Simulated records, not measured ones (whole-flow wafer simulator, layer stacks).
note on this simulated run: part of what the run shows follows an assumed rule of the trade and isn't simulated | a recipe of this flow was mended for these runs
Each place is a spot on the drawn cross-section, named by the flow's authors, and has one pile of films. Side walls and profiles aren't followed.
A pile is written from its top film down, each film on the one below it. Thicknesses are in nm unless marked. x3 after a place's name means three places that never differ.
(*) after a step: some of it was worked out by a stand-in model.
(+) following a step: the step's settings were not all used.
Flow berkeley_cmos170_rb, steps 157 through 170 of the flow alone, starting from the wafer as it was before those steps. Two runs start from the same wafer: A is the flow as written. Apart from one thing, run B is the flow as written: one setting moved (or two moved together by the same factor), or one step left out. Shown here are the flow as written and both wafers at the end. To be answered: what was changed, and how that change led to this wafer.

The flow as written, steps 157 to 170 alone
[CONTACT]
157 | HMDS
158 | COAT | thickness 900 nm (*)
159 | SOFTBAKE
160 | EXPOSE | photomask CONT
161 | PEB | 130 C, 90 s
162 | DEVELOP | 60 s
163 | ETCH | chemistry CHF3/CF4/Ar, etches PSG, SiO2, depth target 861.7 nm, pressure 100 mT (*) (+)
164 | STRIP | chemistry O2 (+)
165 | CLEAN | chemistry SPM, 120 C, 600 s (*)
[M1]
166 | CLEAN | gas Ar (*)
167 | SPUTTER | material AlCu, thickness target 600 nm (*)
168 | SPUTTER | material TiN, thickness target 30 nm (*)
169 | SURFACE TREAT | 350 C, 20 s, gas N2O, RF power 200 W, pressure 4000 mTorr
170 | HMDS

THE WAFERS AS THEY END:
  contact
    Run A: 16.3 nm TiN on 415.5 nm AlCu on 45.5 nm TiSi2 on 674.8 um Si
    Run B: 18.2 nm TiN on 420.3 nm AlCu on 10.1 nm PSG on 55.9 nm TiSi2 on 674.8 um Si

The reason: step 163, ETCH: depth target 684.5 nm was run, whereas the flow has depth target 861.7 nm.

How this came from the change, step by step:
  163 | ETCH | chemistry CHF3/CF4/Ar, etches PSG, SiO2, depth target 861.7 nm, pressure 100 mT (*) (+)
      contact: A PSG loses 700 (all of it), TiSi2 loses 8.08 | B PSG loses 684.5
      field, sd_n, spacer_n, gate, sd_p, spacer_p, gate_p, m1: A KrF-resist loses 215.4 | B KrF-resist loses 171.1
  164 | STRIP | chemistry O2 (+)
      field: A KrF-resist loses 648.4 (all of it) | B KrF-resist loses 692.7 (all of it)
      sd_n: A KrF-resist loses 772.5 (all of it) | B KrF-resist loses 816.8 (all of it)
      (and at 6 other places as well)
  166 | CLEAN | gas Ar (*)
      contact: A TiSi2 loses 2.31 | B PSG loses 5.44
  168 | SPUTTER | material TiN, thickness target 30 nm (*)
      contact: A TiN gains 16.3 (new film) | B TiN gains 18.2 (new film)
